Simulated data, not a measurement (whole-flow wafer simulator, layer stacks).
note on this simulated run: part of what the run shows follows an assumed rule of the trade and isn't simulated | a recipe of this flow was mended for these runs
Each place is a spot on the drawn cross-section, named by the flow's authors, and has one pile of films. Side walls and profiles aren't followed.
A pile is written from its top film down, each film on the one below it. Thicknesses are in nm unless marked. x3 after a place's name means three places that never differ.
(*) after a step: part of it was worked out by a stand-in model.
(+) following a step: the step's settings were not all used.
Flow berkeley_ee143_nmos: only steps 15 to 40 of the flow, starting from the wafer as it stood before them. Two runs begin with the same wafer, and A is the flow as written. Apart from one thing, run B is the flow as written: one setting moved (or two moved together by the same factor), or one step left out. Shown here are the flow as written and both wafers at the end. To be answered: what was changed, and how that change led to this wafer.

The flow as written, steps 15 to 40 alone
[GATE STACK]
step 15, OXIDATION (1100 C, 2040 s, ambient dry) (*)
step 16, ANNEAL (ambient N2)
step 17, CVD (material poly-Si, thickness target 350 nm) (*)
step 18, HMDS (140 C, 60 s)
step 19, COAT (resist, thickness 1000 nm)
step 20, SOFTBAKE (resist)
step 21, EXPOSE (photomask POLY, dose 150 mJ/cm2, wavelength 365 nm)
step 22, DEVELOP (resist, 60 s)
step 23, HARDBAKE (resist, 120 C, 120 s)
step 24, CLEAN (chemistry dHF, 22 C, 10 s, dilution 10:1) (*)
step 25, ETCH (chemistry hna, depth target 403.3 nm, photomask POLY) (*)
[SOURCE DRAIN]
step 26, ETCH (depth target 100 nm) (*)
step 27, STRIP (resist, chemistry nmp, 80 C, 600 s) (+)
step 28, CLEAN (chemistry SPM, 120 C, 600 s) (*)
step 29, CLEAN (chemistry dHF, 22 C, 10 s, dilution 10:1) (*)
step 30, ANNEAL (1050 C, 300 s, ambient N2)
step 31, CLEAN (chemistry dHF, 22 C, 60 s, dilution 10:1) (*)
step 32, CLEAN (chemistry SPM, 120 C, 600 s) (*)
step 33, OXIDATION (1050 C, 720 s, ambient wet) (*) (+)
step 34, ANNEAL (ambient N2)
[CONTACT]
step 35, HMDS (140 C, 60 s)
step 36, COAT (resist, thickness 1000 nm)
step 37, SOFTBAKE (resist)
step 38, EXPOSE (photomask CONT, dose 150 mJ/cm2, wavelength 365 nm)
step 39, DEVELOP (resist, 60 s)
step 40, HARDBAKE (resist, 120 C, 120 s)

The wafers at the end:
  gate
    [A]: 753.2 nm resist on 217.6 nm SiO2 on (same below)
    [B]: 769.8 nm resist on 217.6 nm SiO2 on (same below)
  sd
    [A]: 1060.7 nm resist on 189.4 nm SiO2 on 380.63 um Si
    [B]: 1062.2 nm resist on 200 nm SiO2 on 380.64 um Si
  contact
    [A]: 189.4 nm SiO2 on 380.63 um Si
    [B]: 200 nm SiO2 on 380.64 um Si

What caused this: step 26, ETCH: depth target 20 nm was run, though the flow has depth target 100 nm.

Step by step, how the change led to this:
  step 26, ETCH (depth target 100 nm) (*)
      sd, contact: A SiO2 loses 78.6 (all of it) | B SiO2 loses 20
      field: A SiO2 loses 100 | B SiO2 loses 20
  step 28, CLEAN (chemistry SPM, 120 C, 600 s) (*)
      sd, contact: A chemical SiO2 gains 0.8 (new film), Si loses 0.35 | B nothing
  step 29, CLEAN (chemistry dHF, 22 C, 10 s, dilution 10:1) (*)
      sd, contact: A chemical SiO2 loses 0.8 (all of it) | B SiO2 loses 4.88
  step 31, CLEAN (chemistry dHF, 22 C, 60 s, dilution 10:1) (*)
      sd, contact: A nothing | B SiO2 loses 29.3
  step 32, CLEAN (chemistry SPM, 120 C, 600 s) (*)
      sd, contact: A chemical SiO2 gains 0.8 (new film), Si loses 0.35 | B nothing
  step 33, OXIDATION (1050 C, 720 s, ambient wet) (*) (+)
      sd, contact: A SiO2 gains 189.4 (new film), chemical SiO2 loses 0.8 (all of it), Si loses 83 | B SiO2 gains 175.6, Si loses 77.2
      field: A SiO2 gains 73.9, Si loses 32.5 | B SiO2 gains 65.8, Si loses 29
  step 36, COAT (resist, thickness 1000 nm)
      gate: A resist gains 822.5 (new film) | B resist gains 840.8 (new film)
      field: A resist gains 850.4 (new film) | B resist gains 808.2 (new film)
  step 40, HARDBAKE (resist, 120 C, 120 s)
      gate: A resist loses 69 | B resist loses 70.6
      field: A resist loses 71.4 | B resist loses 67.7
